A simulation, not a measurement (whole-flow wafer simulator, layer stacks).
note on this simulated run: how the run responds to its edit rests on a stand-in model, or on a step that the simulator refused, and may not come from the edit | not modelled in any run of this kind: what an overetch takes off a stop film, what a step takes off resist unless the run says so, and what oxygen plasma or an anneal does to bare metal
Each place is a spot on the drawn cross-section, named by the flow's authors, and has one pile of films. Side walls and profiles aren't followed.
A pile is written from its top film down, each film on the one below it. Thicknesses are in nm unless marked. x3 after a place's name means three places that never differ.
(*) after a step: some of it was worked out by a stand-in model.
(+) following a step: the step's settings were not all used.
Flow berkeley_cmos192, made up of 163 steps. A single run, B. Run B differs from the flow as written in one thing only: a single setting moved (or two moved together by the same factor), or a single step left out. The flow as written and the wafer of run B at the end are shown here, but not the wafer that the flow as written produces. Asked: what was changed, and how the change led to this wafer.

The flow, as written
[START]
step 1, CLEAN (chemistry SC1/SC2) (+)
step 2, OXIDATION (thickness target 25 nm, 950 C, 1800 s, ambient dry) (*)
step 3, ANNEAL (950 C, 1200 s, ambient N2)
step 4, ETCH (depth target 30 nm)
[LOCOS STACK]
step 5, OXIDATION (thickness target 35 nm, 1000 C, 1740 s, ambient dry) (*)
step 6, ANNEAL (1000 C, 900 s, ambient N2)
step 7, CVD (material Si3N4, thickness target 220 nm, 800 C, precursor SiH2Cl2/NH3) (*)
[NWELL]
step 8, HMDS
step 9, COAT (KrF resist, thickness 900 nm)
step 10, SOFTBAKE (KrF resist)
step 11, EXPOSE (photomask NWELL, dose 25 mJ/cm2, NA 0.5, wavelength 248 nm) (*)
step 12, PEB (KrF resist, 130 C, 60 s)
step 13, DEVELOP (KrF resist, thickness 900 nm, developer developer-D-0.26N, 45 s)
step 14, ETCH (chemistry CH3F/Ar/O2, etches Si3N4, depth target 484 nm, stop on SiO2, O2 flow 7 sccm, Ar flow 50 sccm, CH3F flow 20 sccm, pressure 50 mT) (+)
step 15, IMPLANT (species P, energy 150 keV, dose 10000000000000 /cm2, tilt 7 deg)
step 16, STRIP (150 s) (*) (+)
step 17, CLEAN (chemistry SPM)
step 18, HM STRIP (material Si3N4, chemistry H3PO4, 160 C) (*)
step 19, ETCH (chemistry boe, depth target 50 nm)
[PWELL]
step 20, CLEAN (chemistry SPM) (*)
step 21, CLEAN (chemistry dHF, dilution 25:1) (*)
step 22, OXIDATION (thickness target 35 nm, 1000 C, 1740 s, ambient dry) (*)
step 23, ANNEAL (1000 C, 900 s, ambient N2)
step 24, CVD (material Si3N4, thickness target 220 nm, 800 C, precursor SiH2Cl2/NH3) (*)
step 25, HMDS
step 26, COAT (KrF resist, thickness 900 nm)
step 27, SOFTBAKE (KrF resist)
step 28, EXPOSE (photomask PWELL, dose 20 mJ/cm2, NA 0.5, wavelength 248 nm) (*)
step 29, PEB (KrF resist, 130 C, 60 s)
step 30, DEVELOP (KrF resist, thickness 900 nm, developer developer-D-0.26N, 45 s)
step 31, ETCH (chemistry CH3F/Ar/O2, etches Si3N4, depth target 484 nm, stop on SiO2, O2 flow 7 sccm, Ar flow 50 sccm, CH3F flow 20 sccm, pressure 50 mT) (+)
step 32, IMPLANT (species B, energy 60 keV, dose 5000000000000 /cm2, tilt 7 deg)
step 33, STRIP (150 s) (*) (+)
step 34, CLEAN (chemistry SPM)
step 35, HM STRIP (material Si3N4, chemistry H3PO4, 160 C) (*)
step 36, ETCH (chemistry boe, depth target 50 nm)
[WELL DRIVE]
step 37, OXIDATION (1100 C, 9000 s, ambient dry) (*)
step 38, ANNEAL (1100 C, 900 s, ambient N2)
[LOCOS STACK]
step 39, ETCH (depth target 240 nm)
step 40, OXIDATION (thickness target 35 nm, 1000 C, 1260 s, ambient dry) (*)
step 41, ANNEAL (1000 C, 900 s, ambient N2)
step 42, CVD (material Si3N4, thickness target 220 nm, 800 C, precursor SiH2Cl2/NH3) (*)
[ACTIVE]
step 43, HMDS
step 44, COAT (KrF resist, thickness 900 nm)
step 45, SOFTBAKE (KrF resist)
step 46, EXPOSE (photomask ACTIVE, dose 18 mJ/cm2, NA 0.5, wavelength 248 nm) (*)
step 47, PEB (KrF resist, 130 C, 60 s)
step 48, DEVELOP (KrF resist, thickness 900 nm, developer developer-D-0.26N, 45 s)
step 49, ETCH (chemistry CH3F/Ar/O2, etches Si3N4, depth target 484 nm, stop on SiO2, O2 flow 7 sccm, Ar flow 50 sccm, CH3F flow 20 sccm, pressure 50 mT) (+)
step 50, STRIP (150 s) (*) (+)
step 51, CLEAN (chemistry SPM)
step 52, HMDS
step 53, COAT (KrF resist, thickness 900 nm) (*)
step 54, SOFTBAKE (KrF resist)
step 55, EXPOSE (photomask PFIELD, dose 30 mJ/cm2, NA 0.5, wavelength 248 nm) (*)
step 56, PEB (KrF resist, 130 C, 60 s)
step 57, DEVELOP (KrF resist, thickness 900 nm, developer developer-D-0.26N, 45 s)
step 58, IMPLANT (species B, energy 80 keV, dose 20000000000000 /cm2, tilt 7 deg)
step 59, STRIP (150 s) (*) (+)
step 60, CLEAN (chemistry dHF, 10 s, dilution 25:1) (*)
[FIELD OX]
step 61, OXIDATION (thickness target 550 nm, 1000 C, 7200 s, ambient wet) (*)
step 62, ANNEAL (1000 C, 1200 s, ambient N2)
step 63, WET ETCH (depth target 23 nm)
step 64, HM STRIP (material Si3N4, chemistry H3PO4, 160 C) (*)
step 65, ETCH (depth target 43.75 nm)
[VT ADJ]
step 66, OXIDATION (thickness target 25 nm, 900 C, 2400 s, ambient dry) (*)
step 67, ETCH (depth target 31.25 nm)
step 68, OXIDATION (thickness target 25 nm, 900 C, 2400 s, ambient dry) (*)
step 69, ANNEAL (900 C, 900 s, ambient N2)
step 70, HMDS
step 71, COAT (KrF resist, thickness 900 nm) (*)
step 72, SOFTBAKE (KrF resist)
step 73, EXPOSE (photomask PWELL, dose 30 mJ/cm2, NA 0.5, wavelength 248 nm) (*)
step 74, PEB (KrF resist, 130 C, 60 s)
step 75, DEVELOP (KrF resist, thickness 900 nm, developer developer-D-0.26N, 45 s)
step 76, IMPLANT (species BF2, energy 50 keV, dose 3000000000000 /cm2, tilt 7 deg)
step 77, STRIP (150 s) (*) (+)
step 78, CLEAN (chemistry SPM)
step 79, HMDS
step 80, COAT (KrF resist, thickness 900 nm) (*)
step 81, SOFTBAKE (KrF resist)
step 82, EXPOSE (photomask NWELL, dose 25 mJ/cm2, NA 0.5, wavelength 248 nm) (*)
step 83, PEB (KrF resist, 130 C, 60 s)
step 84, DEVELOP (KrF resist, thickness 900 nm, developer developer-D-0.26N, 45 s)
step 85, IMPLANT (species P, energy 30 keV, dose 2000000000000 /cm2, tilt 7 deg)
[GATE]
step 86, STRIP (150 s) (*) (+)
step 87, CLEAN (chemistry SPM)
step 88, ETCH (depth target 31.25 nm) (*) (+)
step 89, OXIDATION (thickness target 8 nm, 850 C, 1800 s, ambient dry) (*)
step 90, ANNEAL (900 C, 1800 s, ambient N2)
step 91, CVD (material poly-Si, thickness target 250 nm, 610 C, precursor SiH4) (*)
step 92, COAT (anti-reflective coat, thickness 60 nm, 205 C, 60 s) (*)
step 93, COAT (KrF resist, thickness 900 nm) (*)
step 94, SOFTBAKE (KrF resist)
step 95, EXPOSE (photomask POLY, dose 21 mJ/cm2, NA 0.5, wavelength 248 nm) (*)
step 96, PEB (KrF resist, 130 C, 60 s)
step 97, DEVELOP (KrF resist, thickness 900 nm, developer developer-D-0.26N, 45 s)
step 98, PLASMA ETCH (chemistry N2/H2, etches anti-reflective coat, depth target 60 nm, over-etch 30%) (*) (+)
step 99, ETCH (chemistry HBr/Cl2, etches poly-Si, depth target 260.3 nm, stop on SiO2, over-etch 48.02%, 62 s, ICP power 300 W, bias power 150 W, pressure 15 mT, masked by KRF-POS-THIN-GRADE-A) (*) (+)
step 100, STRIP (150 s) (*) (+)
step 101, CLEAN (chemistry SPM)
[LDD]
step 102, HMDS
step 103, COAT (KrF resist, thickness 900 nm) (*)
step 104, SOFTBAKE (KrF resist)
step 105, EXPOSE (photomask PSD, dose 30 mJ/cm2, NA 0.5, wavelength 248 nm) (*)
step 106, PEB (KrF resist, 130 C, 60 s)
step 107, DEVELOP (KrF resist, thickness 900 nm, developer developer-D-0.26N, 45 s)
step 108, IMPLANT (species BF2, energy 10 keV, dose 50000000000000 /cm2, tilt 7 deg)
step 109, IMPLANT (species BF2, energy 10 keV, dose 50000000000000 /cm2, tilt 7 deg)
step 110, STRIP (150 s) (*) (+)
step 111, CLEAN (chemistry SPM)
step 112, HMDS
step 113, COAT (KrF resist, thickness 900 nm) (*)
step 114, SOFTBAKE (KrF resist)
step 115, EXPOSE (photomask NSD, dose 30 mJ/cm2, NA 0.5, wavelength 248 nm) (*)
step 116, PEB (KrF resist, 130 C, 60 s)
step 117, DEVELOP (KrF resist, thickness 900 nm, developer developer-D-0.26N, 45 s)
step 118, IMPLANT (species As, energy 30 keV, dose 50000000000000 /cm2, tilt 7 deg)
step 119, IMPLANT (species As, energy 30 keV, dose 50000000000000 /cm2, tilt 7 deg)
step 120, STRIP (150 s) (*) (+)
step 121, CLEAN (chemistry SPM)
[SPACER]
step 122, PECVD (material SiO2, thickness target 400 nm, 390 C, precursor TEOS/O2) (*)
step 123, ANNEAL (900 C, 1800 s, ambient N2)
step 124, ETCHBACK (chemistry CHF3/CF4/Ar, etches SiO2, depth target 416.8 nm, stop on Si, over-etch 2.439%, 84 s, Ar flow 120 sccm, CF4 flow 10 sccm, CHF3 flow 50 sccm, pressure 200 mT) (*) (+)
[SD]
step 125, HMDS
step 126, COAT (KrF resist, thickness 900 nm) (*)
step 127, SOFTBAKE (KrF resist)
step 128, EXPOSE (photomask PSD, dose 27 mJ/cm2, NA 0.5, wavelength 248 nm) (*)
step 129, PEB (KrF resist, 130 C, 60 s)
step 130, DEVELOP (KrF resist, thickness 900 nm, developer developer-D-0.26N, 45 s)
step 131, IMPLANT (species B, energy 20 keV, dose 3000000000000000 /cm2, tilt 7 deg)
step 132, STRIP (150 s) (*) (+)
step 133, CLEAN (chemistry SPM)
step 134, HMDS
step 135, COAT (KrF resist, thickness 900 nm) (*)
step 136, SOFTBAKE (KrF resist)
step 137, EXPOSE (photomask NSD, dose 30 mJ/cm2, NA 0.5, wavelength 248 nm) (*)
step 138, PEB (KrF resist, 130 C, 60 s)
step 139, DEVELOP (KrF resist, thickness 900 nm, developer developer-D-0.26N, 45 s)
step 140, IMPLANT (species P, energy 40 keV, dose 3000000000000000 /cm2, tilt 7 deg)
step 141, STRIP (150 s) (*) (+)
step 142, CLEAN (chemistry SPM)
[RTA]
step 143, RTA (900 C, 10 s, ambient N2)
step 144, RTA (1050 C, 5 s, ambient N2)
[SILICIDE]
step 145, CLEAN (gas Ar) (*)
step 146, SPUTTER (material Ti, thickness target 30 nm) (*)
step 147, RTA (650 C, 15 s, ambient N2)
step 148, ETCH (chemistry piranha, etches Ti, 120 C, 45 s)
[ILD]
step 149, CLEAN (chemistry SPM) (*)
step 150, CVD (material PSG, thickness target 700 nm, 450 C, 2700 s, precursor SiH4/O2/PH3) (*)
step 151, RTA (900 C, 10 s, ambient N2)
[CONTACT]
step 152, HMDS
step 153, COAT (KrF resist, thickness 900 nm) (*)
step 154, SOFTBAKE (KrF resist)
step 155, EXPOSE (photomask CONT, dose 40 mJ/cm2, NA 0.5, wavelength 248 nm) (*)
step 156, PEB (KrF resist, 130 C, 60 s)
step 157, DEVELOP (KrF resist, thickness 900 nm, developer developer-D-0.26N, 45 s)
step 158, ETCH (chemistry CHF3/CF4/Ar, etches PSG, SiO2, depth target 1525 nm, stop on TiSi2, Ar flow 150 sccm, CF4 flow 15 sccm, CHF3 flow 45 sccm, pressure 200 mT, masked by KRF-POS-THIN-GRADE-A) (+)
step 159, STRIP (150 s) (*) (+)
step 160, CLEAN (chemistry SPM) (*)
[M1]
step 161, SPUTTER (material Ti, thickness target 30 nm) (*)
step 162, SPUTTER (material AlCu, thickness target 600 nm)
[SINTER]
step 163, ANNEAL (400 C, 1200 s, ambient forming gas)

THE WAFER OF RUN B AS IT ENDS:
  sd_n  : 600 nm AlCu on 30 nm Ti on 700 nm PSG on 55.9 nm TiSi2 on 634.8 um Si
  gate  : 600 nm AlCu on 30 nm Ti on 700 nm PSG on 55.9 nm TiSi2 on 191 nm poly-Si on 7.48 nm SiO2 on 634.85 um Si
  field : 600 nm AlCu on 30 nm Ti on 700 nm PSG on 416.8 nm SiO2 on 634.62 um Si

Cause: step 65, ETCH: depth target 21.88 nm was run, though the flow has depth target 43.75 nm.

Step by step, how the change led to this:
  step 65, ETCH (depth target 43.75 nm)
      sd_n, spacer_n, gate, sd_p, spacer_p, gate_p, contact, m1: -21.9 SiO2 (as written it would have been: -24.6 SiO2 (all of it))
      field: -21.9 SiO2 (as written it would have been: -43.8 SiO2)
  step 66, OXIDATION (thickness target 25 nm, 900 C, 2400 s, ambient dry) (*)
      sd_n, spacer_n, gate, sd_p, spacer_p, gate_p, contact, m1: +12.9 SiO2, -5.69 Si (as written it would have been: +14.9 SiO2 (new film), -6.57 Si)
  step 67, ETCH (depth target 31.25 nm)
      spacer_n, spacer_p, gate_p, contact, m1: -15.6 SiO2 (all of it) (as written it would have been: -14.9 SiO2 (all of it))
      sd_n, gate, sd_p: -15.7 SiO2 (all of it) (as written it would have been: -14.9 SiO2 (all of it))
  step 92, COAT (anti-reflective coat, thickness 60 nm, 205 C, 60 s) (*)
      sd_n: +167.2 anti-reflective coat (new film) (as written it would have been: +152.4 anti-reflective coat (new film))
      spacer_n: +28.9 anti-reflective coat (new film) (as written it would have been: +33.8 anti-reflective coat (new film))
      (also at 6 further places)
  step 98, PLASMA ETCH (chemistry N2/H2, etches anti-reflective coat, depth target 60 nm, over-etch 30%) (*) (+)
      sd_n: -167.2 anti-reflective coat (all of it), -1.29 poly-Si (as written it would have been: -152.4 anti-reflective coat (all of it), -1.17 poly-Si)
      spacer_n: -28.9 anti-reflective coat (all of it), -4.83 poly-Si (as written it would have been: -33.8 anti-reflective coat (all of it), -4.21 poly-Si)
      (also at 4 further places)
  step 100, STRIP (150 s) (*) (+)
      gate: +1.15 chemical SiO2 (new film), -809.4 KrF resist (all of it), -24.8 anti-reflective coat (all of it), -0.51 poly-Si (as written it would have been: +1.15 chemical SiO2 (new film), -791.8 KrF resist (all of it), -30 anti-reflective coat (all of it), -0.51 poly-Si)
      gate_p: +1.15 chemical SiO2 (new film), -776.5 KrF resist (all of it), -27.4 anti-reflective coat (all of it), -0.51 poly-Si (as written it would have been: +1.15 chemical SiO2 (new film), -765.1 KrF resist (all of it), -31 anti-reflective coat (all of it), -0.51 poly-Si)
  step 147, RTA (650 C, 15 s, ambient N2)
      sd_p: -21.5 Ti, +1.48 TiSi first (new film), +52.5 TiSi2 C49 (new film), -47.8 Si (as written it would have been: -21.9 Ti, +2.35 TiSi first (new film), +52.1 TiSi2 C49 (new film), -48.1 Si)
  step 151, RTA (900 C, 10 s, ambient N2)
      sd_p: under 1 film: +51.4 TiSi2 (new film), -1.38 TiSi first (all of it), -52.5 TiSi2 C49 (all of it), -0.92 Si (as written it would have been: under 1 film: +52.2 TiSi2 (new film), -2.25 TiSi first (all of it), -52.1 TiSi2 C49 (all of it), -1.5 Si)
  step 162, SPUTTER (material AlCu, thickness target 600 nm)
      sd_p: +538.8 AlCu (new film) (as written it would have been: +551.2 AlCu (new film))
